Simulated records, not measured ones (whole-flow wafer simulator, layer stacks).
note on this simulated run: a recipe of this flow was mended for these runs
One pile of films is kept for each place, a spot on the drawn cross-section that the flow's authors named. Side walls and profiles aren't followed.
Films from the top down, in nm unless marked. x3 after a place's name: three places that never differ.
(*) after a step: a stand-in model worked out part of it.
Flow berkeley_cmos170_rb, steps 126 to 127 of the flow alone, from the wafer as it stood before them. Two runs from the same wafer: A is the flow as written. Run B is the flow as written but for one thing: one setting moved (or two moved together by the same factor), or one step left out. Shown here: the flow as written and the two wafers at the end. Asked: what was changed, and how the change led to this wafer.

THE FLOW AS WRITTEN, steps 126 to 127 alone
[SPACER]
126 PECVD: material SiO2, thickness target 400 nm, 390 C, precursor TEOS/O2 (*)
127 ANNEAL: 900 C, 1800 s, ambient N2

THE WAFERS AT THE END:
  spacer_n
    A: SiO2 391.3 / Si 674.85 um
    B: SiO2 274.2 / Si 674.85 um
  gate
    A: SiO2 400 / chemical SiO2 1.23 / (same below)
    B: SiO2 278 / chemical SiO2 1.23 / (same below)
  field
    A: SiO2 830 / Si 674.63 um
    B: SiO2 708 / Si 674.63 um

The cause: step 126, PECVD: thickness target 278 nm was run, where the flow has thickness target 400 nm.
It can be read off the wafer: gate has SiO2 278, and step 126 as written asks for 400 nm.

How the change led to this, step by step:
  126 PECVD: material SiO2, thickness target 400 nm, 390 C, precursor TEOS/O2 (*)
      field, sd_n, contact, m1: A SiO2 +400 | B SiO2 +278
      spacer_n, sd_p, spacer_p: A SiO2 +385.3 | B SiO2 +268.2
      (and at 2 more places)
